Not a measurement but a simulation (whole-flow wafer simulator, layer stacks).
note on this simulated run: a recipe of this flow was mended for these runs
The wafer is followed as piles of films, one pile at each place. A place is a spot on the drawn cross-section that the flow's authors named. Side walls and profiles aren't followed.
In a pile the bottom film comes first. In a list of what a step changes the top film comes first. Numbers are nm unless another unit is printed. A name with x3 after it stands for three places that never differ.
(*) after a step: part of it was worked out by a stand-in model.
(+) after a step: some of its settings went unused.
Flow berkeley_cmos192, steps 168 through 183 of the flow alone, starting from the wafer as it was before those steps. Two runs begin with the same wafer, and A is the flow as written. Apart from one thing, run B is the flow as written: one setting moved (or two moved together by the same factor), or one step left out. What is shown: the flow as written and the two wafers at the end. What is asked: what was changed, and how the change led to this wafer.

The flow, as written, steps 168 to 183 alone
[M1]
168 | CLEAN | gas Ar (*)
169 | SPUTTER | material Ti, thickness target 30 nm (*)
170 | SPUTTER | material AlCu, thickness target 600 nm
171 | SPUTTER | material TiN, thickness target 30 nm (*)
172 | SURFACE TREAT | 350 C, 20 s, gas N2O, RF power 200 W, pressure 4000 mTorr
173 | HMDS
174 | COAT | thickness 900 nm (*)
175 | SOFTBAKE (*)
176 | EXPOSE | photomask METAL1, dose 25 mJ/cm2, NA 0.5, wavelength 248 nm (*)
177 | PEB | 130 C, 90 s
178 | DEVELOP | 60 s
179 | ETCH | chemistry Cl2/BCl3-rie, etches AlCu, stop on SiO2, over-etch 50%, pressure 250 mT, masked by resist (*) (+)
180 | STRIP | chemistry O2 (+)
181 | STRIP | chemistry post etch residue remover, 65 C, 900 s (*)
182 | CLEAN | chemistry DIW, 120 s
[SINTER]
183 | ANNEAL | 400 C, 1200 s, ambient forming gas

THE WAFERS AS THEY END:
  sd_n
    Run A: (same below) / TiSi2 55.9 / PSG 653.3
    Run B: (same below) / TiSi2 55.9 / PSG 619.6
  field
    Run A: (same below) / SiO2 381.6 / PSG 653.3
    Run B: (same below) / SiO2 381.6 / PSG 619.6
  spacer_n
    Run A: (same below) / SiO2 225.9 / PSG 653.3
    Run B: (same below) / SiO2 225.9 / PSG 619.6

The reason: step 170, SPUTTER: thickness target 330 nm was run, while the flow as written has thickness target 600 nm.

The path from the change to this, step by step:
  170 | SPUTTER | material AlCu, thickness target 600 nm
      field, sd_n, spacer_n, gate, spacer_p, gate_p, m1: A AlCu gains 600 (new film) | B AlCu gains 330 (new film)
      sd_p: A AlCu gains 557.4 (new film) | B AlCu gains 299.7 (new film)
      (as well as at 1 more place)
  171 | SPUTTER | material TiN, thickness target 30 nm (*)
      contact: A TiN gains 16 (new film) | B TiN gains 18.5 (new film)
  174 | COAT | thickness 900 nm (*)
      contact: A KrF-resist gains 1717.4 (new film) | B KrF-resist gains 1630.4 (new film)
  179 | ETCH | chemistry Cl2/BCl3-rie, etches AlCu, stop on SiO2, over-etch 50%, pressure 250 mT, masked by resist (*) (+)
      field, sd_n, spacer_n, gate, spacer_p, gate_p: A TiN loses 30 (all of it), AlCu loses 600 (all of it), Ti loses 30 (all of it), PSG loses 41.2 | B TiN loses 30 (all of it), AlCu loses 330 (all of it), Ti loses 30 (all of it), PSG loses 75
      sd_p: A TiN loses 26.2 (all of it), AlCu loses 557.4 (all of it), Ti loses 26.8 (all of it), PSG loses 47.4 | B TiN loses 26.4 (all of it), AlCu loses 299.7 (all of it), Ti loses 26.8 (all of it), PSG loses 79.6
  180 | STRIP | chemistry O2 (+)
      contact: A KrF-resist loses 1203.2 (all of it) | B KrF-resist loses 1116.4 (all of it)
